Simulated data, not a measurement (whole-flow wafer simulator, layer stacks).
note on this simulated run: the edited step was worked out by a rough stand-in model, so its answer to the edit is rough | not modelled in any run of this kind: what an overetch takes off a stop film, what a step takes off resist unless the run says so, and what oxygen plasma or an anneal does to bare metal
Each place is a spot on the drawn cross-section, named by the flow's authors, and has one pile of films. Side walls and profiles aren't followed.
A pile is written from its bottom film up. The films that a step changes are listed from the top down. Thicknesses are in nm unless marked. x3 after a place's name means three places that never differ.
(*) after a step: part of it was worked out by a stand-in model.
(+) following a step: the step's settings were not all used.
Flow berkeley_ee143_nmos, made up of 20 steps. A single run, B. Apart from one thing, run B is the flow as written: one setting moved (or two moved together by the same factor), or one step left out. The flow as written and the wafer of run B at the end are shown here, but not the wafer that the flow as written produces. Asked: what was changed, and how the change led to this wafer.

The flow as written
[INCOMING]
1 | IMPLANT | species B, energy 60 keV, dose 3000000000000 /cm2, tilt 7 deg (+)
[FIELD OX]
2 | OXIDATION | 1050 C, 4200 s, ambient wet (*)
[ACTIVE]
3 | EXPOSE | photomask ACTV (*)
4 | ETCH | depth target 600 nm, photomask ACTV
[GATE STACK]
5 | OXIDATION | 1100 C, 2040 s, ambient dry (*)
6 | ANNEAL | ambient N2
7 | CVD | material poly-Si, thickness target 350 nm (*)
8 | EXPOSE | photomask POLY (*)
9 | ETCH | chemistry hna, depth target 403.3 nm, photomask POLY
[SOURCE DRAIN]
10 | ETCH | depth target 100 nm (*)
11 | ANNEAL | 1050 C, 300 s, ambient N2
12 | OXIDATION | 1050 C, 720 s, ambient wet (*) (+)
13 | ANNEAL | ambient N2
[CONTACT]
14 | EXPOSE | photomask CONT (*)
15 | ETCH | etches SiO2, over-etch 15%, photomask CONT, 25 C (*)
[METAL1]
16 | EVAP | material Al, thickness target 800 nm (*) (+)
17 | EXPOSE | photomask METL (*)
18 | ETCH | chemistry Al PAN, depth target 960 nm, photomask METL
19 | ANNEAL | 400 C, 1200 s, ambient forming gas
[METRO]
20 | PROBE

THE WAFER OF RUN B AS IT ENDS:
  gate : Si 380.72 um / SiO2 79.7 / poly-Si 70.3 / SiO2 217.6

The reason: step 7, CVD: thickness target 166 nm was run, while the flow as written has thickness target 350 nm.

Step by step, how the change led to this:
  7 | CVD | material poly-Si, thickness target 350 nm (*)
      gate, sd, contact, field: +166 poly-Si (new film) (it would be, as written: +350 poly-Si (new film))
  9 | ETCH | chemistry hna, depth target 403.3 nm, photomask POLY
      sd, contact, field: -166 poly-Si (all of it) (it would be, as written: -350 poly-Si (all of it))
